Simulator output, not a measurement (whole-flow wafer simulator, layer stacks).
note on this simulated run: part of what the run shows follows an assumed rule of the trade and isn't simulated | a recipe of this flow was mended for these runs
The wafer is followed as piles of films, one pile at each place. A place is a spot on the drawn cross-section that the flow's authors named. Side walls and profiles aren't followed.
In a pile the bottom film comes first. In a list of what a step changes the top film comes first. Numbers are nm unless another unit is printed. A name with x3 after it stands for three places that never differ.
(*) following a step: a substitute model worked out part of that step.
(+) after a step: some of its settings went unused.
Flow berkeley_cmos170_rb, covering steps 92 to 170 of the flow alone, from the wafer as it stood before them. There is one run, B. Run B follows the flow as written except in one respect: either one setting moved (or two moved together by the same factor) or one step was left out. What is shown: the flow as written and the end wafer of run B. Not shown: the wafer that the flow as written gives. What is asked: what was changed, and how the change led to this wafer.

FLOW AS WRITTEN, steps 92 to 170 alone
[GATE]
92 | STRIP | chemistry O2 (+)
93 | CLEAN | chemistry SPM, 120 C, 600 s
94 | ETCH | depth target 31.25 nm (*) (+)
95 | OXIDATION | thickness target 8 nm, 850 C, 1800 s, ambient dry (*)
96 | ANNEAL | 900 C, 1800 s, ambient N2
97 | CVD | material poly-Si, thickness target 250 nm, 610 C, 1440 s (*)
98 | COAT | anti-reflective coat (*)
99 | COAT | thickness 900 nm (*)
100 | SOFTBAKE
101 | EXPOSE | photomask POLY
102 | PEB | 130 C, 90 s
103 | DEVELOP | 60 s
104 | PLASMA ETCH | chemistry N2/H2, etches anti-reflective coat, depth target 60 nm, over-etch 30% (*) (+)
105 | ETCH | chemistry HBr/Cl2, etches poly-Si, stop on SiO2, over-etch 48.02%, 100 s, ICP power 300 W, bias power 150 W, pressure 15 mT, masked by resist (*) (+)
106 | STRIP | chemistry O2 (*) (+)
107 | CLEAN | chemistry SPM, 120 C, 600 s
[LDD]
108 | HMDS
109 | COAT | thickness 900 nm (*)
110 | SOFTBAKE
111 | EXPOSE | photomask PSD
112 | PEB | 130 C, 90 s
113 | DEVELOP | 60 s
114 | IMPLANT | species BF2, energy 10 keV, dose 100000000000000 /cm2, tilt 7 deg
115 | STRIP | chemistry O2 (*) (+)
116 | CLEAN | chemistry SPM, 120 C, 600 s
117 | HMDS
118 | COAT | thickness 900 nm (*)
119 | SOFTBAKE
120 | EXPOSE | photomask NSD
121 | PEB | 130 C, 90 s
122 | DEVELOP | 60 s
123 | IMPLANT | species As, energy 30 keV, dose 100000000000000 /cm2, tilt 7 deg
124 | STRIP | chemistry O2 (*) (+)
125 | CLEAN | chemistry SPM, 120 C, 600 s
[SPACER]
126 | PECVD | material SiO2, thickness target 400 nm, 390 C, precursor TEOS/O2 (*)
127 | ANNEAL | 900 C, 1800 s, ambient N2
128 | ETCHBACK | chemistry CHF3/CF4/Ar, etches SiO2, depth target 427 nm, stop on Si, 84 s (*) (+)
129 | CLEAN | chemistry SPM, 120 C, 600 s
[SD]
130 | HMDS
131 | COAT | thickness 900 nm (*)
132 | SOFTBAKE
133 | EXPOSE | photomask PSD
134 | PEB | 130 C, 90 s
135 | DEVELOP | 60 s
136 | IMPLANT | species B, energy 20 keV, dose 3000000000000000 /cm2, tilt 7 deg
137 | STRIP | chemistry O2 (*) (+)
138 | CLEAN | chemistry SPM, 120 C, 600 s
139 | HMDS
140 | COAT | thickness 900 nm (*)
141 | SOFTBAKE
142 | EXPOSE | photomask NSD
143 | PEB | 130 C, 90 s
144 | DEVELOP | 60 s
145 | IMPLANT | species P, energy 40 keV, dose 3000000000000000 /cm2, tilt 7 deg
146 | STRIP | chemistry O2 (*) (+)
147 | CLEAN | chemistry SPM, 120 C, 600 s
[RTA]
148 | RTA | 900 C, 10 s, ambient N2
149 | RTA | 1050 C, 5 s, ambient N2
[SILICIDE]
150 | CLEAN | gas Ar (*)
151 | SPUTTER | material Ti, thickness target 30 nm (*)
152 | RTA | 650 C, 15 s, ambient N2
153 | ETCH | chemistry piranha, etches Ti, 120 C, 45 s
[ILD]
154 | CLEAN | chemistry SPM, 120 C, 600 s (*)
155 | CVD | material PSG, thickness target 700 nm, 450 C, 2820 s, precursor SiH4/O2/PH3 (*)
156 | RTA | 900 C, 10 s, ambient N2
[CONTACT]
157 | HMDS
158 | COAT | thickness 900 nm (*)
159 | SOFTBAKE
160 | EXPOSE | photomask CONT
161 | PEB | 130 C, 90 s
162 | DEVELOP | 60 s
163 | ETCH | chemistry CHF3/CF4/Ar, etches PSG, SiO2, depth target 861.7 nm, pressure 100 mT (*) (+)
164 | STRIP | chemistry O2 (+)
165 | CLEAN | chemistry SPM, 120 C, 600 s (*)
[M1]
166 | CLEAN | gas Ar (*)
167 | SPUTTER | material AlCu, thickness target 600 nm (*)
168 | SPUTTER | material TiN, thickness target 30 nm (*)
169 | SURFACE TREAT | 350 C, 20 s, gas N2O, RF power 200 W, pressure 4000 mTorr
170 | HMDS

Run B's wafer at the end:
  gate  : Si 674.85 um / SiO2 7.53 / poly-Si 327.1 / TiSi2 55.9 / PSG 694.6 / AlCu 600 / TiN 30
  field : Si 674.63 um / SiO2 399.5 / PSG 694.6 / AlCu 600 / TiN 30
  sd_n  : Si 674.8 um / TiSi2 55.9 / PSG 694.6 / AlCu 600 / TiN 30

The reason: step 97, CVD: thickness target 386 nm was run, while the flow as written has thickness target 250 nm; step 97, CVD: 2223 s was run, where the flow has 1440 s.

How this came from the change, step by step:
  97 | CVD | material poly-Si, thickness target 250 nm, 610 C, 1440 s (*)
      field, sd_n, spacer_n and 6 more: +386 poly-Si (new film) (it would be, as written: +250 poly-Si (new film))
  98 | COAT | anti-reflective coat (*)
      sd_n: +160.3 anti-reflective coat (new film) (it would be, as written: +154.3 anti-reflective coat (new film))
      contact: +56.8 anti-reflective coat (new film) (it would be, as written: +53.8 anti-reflective coat (new film))
  104 | PLASMA ETCH | chemistry N2/H2, etches anti-reflective coat, depth target 60 nm, over-etch 30% (*) (+)
      gate, gate_p: -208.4 KrF-resist (it would be, as written: -200.6 KrF-resist)
      sd_n: -160.3 anti-reflective coat (all of it), -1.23 poly-Si (it would be, as written: -154.3 anti-reflective coat (all of it), -1.19 poly-Si)
      (and at 1 other place as well)
  105 | ETCH | chemistry HBr/Cl2, etches poly-Si, stop on SiO2, over-etch 48.02%, 100 s, ICP power 300 W, bias power 150 W, pressure 15 mT, masked by resist (*) (+)
      field: -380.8 poly-Si (all of it) (it would be, as written: -245 poly-Si (all of it), -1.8 SiO2)
      sd_n: -384.8 poly-Si (all of it) (it would be, as written: -248.8 poly-Si (all of it), -1.51 SiO2)
      (and at 5 other places as well)
  109 | COAT | thickness 900 nm (*)
      gate: +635 KrF-resist (new film) (it would be, as written: +749.5 KrF-resist (new film))
      gate_p: +631.2 KrF-resist (new film) (it would be, as written: +745.7 KrF-resist (new film))
  113 | DEVELOP | 60 s
      gate_p: -629.9 KrF-resist (all of it) (it would be, as written: -744.1 KrF-resist (all of it))
  115 | STRIP | chemistry O2 (*) (+)
      gate: -618.7 KrF-resist (all of it), +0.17 chemical SiO2 (it would be, as written: -733 KrF-resist (all of it), +0.17 chemical SiO2)
  118 | COAT | thickness 900 nm (*)
      gate: +635 KrF-resist (new film) (it would be, as written: +748.7 KrF-resist (new film))
      gate_p: +631.1 KrF-resist (new film) (it would be, as written: +744.7 KrF-resist (new film))
  122 | DEVELOP | 60 s
      gate: -633.6 KrF-resist (all of it) (it would be, as written: -747.1 KrF-resist (all of it))
  124 | STRIP | chemistry O2 (*) (+)
      gate_p: -614.9 KrF-resist (all of it), +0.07 chemical SiO2 (it would be, as written: -728.2 KrF-resist (all of it), +0.07 chemical SiO2)
  128 | ETCHBACK | chemistry CHF3/CF4/Ar, etches SiO2, depth target 427 nm, stop on Si, 84 s (*) (+)
      spacer_n, spacer_p: nothing (it would be, as written: -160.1 SiO2)
  131 | COAT | thickness 900 nm (*)
      spacer_n: +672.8 KrF-resist (new film) (it would be, as written: +791.7 KrF-resist (new film))
      gate: +679.1 KrF-resist (new film) (it would be, as written: +770.7 KrF-resist (new film))
      (and at 3 other places as well)
  135 | DEVELOP | 60 s
      spacer_p: -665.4 KrF-resist (all of it) (it would be, as written: -783.4 KrF-resist (all of it))
      gate_p: -671.3 KrF-resist (all of it) (it would be, as written: -762.3 KrF-resist (all of it))
  137 | STRIP | chemistry O2 (*) (+)
      spacer_n: -656.5 KrF-resist (all of it) (it would be, as written: -775.1 KrF-resist (all of it))
      gate: -662.7 KrF-resist (all of it), +0.17 chemical SiO2, -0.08 poly-Si (it would be, as written: -754.1 KrF-resist (all of it), +0.17 chemical SiO2, -0.08 poly-Si)
  140 | COAT | thickness 900 nm (*)
      spacer_n: +672.9 KrF-resist (new film) (it would be, as written: +791.4 KrF-resist (new film))
      gate: +679 KrF-resist (new film) (it would be, as written: +770.4 KrF-resist (new film))
      (and at 3 other places as well)
  144 | DEVELOP | 60 s
      spacer_n: -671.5 KrF-resist (all of it) (it would be, as written: -789.7 KrF-resist (all of it))
      gate: -677.6 KrF-resist (all of it) (it would be, as written: -768.7 KrF-resist (all of it))
  ... 2 other steps ...
  164 | STRIP | chemistry O2 (+)
      field: -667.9 KrF-resist (all of it) (it would be, as written: -648.4 KrF-resist (all of it))
      spacer_n: -513.7 KrF-resist (all of it) (it would be, as written: -598.3 KrF-resist (all of it))
      (and at 4 other places as well)
